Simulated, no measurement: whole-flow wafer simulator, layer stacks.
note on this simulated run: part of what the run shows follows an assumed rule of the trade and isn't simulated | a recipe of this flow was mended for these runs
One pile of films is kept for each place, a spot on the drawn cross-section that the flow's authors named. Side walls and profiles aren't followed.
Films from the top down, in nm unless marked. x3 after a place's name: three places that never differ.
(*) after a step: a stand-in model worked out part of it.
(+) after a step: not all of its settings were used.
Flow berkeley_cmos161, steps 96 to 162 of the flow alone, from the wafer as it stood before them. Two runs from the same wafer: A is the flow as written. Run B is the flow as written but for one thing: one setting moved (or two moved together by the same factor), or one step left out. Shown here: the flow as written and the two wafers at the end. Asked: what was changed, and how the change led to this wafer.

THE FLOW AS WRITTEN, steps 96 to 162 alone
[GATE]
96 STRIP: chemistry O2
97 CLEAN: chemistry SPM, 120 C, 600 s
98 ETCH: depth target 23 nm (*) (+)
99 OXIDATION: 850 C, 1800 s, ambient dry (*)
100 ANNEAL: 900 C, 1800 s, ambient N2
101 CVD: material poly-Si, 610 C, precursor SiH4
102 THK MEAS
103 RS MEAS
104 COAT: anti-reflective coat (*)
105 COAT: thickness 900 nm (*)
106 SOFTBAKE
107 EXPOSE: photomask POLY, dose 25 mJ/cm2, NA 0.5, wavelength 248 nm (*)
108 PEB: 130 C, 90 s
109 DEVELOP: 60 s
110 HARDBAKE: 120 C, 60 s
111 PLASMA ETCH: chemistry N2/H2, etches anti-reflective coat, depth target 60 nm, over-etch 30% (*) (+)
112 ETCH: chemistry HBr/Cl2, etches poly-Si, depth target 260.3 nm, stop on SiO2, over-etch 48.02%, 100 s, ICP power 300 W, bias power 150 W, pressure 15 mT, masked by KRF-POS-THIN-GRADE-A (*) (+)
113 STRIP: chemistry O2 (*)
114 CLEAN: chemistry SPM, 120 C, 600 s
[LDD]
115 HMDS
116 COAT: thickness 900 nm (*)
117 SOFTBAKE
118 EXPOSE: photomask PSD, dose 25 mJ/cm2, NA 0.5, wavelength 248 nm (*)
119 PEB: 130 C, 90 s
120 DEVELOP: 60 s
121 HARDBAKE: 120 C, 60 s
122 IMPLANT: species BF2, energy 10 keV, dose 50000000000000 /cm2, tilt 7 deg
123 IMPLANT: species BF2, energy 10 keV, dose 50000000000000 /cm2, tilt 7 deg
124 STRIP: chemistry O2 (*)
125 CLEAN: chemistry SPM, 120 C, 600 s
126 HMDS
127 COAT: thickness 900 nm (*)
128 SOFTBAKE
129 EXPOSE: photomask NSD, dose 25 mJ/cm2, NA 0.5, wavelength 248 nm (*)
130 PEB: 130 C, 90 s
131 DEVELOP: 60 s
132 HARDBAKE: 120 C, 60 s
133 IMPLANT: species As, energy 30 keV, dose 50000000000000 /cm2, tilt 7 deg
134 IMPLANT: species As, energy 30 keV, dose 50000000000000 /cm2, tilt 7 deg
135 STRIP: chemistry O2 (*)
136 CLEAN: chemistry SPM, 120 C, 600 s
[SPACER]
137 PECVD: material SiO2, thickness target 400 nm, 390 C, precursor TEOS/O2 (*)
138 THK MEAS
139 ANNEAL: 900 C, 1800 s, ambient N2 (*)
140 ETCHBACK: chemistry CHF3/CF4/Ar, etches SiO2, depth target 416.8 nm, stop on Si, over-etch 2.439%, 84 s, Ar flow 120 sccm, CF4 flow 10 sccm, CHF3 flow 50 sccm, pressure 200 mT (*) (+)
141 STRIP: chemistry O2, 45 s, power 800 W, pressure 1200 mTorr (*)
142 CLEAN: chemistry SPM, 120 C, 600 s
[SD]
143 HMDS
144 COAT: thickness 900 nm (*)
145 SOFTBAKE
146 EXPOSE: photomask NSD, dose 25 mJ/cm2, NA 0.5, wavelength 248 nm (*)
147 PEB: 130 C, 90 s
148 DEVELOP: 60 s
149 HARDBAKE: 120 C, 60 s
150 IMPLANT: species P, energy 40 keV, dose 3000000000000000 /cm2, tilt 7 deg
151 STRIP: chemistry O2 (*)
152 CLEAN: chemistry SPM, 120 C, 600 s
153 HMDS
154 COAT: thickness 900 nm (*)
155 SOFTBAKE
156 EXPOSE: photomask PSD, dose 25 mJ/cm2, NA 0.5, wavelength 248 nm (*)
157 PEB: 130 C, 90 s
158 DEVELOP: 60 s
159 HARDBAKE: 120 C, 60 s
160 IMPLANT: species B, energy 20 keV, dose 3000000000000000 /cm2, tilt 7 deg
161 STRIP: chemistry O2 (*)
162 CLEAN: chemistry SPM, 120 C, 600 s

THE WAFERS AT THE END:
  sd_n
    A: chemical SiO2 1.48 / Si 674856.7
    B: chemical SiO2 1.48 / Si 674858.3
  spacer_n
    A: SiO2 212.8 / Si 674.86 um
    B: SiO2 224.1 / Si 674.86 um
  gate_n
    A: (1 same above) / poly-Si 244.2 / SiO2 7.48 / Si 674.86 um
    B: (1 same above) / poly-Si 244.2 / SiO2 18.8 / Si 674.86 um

The cause: step 98, ETCH: depth target 23 nm (*) (+), was left out.

How the change led to this, step by step:
  99 OXIDATION: 850 C, 1800 s, ambient dry (*)
      sd_n, spacer_n, gate_n, sd_p, spacer_p, gate_p, contact, m1: A SiO2 +7.48 (new film), Si -3.29 | B SiO2 +3.85, Si -1.69
  104 COAT: anti-reflective coat (*)
      sd_n: A anti-reflective coat +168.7 (new film) | B anti-reflective coat +175.9 (new film)
      spacer_n: A anti-reflective coat +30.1 (new film) | B anti-reflective coat +28.1 (new film)
      (and at 4 more places)
  111 PLASMA ETCH: chemistry N2/H2, etches anti-reflective coat, depth target 60 nm, over-etch 30% (*) (+)
      sd_n: A anti-reflective coat -168.7 (all of it), poly-Si -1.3 | B anti-reflective coat -175.9 (all of it), poly-Si -1.35
      spacer_n: A anti-reflective coat -30.1 (all of it), poly-Si -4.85 | B anti-reflective coat -28.1 (all of it), poly-Si -5.14
      (and at 2 more places)
  113 STRIP: chemistry O2 (*)
      gate_n: A chemical SiO2 +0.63 (new film), KrF-resist -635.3 (all of it), anti-reflective coat -25 (all of it), poly-Si -0.28 | B chemical SiO2 +0.63 (new film), KrF-resist -641.8 (all of it), anti-reflective coat -23.1 (all of it), poly-Si -0.28
      gate_p: A chemical SiO2 +0.63 (new film), KrF-resist -608 (all of it), anti-reflective coat -28.6 (all of it), poly-Si -0.28 | B chemical SiO2 +0.63 (new film), KrF-resist -612 (all of it), anti-reflective coat -27.5 (all of it), poly-Si -0.28
  140 ETCHBACK: chemistry CHF3/CF4/Ar, etches SiO2, depth target 416.8 nm, stop on Si, over-etch 2.439%, 84 s, Ar flow 120 sccm, CF4 flow 10 sccm, CHF3 flow 50 sccm, pressure 200 mT (*) (+)
      sd_n: A SiO2 -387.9 (all of it), Si -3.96 | B SiO2 -399.2 (all of it), Si -3.96
      sd_p: A SiO2 -373.8 (all of it), Si -3.96 | B SiO2 -384.3 (all of it), Si -3.96
      (and at 2 more places)
